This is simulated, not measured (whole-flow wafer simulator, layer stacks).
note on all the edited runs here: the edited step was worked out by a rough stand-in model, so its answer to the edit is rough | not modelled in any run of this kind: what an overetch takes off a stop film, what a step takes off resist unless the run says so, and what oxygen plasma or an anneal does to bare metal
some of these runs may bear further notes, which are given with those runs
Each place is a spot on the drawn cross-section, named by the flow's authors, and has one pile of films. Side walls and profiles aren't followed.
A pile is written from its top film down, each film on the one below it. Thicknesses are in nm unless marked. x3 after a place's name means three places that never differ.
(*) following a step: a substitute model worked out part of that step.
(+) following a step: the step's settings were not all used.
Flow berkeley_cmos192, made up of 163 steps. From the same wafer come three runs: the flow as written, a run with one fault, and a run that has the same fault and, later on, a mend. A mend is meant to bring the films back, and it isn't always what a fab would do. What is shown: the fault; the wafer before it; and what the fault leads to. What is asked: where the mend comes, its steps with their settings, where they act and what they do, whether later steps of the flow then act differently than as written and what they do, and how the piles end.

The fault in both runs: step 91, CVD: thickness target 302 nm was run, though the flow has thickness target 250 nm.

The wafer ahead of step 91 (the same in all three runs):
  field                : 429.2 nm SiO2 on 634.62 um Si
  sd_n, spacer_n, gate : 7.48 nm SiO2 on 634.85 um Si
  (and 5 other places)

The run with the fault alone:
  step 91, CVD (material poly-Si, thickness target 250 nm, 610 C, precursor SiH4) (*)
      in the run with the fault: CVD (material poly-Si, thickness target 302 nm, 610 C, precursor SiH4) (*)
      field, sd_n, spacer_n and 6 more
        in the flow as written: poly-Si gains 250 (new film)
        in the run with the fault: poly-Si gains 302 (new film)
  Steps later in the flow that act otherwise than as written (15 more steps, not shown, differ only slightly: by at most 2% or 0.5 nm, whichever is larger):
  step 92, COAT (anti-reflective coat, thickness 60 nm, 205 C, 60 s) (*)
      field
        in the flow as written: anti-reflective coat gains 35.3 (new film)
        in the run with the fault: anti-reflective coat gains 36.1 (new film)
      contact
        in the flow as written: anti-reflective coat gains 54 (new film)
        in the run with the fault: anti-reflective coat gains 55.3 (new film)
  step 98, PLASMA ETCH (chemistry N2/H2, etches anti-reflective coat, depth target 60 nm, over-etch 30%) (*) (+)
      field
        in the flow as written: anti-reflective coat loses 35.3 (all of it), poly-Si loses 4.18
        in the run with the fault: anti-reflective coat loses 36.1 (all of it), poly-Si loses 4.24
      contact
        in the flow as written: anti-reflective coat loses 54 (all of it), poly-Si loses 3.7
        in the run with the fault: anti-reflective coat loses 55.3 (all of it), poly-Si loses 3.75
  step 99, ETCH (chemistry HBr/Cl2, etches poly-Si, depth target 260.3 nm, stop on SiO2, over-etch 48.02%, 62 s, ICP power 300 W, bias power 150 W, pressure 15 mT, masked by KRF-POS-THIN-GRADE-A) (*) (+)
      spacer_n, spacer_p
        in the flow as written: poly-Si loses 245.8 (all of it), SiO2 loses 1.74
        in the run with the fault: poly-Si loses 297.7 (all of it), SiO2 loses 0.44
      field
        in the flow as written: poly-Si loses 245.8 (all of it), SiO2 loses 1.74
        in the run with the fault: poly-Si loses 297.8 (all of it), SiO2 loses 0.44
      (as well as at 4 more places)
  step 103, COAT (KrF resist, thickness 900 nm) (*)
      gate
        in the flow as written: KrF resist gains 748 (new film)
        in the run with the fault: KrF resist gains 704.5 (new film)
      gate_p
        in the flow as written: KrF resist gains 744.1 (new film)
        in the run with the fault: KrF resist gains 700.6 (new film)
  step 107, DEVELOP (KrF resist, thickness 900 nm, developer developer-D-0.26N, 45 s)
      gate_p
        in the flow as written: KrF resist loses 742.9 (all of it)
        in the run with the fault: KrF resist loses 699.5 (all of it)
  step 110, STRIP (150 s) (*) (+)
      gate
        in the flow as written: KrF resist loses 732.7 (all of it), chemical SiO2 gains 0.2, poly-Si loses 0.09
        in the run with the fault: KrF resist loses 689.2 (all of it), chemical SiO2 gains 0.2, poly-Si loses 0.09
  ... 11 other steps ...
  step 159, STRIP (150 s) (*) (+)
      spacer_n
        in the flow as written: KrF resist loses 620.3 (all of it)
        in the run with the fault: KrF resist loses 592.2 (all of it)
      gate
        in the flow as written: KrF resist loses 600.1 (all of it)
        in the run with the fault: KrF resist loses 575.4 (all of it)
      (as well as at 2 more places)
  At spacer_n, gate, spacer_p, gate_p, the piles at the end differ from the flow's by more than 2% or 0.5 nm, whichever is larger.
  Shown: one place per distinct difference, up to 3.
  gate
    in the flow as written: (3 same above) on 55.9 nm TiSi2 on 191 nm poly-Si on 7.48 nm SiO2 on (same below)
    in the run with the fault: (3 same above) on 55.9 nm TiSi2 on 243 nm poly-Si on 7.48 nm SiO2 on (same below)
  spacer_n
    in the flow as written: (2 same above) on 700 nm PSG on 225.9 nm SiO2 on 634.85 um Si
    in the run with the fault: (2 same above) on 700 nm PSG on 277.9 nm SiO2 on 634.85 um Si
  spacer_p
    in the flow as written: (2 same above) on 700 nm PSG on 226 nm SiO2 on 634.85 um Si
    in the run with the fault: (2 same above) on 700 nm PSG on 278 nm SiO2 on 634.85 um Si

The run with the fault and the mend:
  The mend follows step 91.
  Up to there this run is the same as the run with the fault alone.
  step 91a, ETCH (chemistry tmah, depth target 347.3 nm)
      field, sd_n, spacer_n and 6 more
        poly-Si loses 302 (all of it)
  step 91b, CLEAN (chemistry SPM) (the flow's step 87 again)
      leaves every film unchanged at each place that is followed
  step 91c, CVD (material poly-Si, thickness target 250 nm, 610 C, precursor SiH4) (*) (the flow's step 91 again)
      field, sd_n, spacer_n and 6 more
        poly-Si gains 250 (new film)
  Every later step of the flow that is run acts as written at every place that is followed.
  The piles end the same as the flow's at every place that both follow.
